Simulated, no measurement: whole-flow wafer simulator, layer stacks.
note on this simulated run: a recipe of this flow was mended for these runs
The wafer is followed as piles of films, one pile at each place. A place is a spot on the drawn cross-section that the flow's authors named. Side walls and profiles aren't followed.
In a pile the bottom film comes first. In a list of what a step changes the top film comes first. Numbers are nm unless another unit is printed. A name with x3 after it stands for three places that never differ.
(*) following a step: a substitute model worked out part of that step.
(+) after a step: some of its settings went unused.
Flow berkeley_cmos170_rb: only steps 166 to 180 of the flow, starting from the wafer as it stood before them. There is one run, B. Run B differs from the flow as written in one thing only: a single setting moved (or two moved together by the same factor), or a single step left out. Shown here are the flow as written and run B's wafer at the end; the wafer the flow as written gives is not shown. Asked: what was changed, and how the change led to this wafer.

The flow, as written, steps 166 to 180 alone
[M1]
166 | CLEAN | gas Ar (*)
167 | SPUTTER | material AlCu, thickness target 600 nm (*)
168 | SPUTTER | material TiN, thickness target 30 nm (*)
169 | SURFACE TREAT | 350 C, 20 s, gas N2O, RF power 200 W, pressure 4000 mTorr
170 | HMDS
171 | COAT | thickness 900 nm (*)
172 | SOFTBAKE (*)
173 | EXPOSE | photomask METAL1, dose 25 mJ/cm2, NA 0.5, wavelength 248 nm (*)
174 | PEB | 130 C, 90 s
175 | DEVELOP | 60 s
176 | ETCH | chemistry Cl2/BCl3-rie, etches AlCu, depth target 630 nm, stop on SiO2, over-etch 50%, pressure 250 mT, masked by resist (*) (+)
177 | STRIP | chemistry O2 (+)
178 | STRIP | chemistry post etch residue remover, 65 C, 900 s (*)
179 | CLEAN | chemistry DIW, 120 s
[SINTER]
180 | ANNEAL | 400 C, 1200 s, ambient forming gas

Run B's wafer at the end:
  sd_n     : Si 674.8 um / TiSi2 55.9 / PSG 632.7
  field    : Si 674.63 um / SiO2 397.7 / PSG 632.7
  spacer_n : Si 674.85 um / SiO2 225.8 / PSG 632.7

The reason: step 167, SPUTTER: thickness target 420 nm was run, though the flow has thickness target 600 nm.

How this came from the change, step by step:
  167 | SPUTTER | material AlCu, thickness target 600 nm (*)
      field, sd_n, spacer_n, gate, spacer_p, gate_p, m1: +420 AlCu (new film) (it would be, as written: +600 AlCu (new film))
      sd_p: +378.8 AlCu (new film) (it would be, as written: +549.6 AlCu (new film))
      (as well as at 1 more place)
  168 | SPUTTER | material TiN, thickness target 30 nm (*)
      contact: +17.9 TiN (new film) (it would be, as written: +16.3 TiN (new film))
  171 | COAT | thickness 900 nm (*)
      contact: +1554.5 KrF-resist (new film) (it would be, as written: +1612.7 KrF-resist (new film))
  176 | ETCH | chemistry Cl2/BCl3-rie, etches AlCu, depth target 630 nm, stop on SiO2, over-etch 50%, pressure 250 mT, masked by resist (*) (+)
      field, sd_n, spacer_n, gate, spacer_p, gate_p: -30 TiN (all of it), -420 AlCu (all of it), -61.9 PSG (it would be, as written: -30 TiN (all of it), -600 AlCu (all of it), -39.4 PSG)
      sd_p: -26 TiN (all of it), -378.8 AlCu (all of it), -67.5 PSG (it would be, as written: -25.8 TiN (all of it), -549.6 AlCu (all of it), -46.2 PSG)
  177 | STRIP | chemistry O2 (+)
      contact: -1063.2 KrF-resist (all of it) (it would be, as written: -1121.3 KrF-resist (all of it))
